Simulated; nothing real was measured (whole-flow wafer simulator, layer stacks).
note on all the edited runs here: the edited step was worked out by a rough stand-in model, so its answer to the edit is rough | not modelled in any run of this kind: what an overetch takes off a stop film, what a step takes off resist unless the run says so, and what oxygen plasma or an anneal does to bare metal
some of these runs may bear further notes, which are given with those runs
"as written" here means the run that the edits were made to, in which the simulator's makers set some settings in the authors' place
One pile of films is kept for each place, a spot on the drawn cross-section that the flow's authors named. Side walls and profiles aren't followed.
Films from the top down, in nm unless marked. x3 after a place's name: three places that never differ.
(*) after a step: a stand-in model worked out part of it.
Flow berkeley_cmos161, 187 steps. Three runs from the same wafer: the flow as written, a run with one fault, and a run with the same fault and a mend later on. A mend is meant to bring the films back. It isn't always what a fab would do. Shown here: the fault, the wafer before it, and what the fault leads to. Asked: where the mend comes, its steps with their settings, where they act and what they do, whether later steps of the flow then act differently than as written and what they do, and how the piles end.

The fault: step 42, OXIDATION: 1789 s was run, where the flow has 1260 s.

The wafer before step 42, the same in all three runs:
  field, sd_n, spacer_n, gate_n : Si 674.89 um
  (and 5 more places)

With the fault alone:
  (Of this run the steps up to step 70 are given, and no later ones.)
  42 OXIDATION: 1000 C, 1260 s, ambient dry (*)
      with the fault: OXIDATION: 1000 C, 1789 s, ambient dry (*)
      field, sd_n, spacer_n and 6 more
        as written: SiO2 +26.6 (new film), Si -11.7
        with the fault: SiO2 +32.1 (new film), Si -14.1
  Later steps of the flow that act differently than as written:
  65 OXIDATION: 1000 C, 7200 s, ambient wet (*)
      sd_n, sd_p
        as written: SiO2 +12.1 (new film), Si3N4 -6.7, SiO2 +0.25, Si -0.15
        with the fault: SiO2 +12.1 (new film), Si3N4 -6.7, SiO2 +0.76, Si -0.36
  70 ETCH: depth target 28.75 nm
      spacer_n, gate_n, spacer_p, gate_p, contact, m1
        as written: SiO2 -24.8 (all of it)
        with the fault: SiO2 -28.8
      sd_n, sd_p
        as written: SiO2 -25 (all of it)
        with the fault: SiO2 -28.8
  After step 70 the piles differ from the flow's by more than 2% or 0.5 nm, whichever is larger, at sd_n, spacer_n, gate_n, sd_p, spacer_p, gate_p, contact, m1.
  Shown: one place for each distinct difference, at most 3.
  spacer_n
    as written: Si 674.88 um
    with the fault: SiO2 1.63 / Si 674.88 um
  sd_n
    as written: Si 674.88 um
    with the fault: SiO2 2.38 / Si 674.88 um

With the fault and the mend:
  The mend comes after step 43.
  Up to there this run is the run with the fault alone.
  43a ETCH: chemistry boe, depth target 37 nm (the flow's step 38 once more, with other settings)
      field, sd_n, spacer_n and 6 more
        SiO2 -32.1 (all of it)
  43b CLEAN: chemistry SPM (*) (the flow's step 36 once more)
      field, sd_n, spacer_n and 6 more
        chemical SiO2 +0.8 (new film), Si -0.35
  43c OXIDATION: 1000 C, 1260 s, ambient dry (*) (the flow's step 42 once more)
      field, sd_n, spacer_n and 6 more
        SiO2 +26.7 (new film), chemical SiO2 -0.8 (all of it), Si -11.4
  No later step of the flow acts differently than as written, at any place that is followed, by more than 2% or 0.5 nm, whichever is larger.
  At the end the piles differ from the flow's only slightly at the places that both follow, by at most 2% or 0.5 nm, whichever is larger.
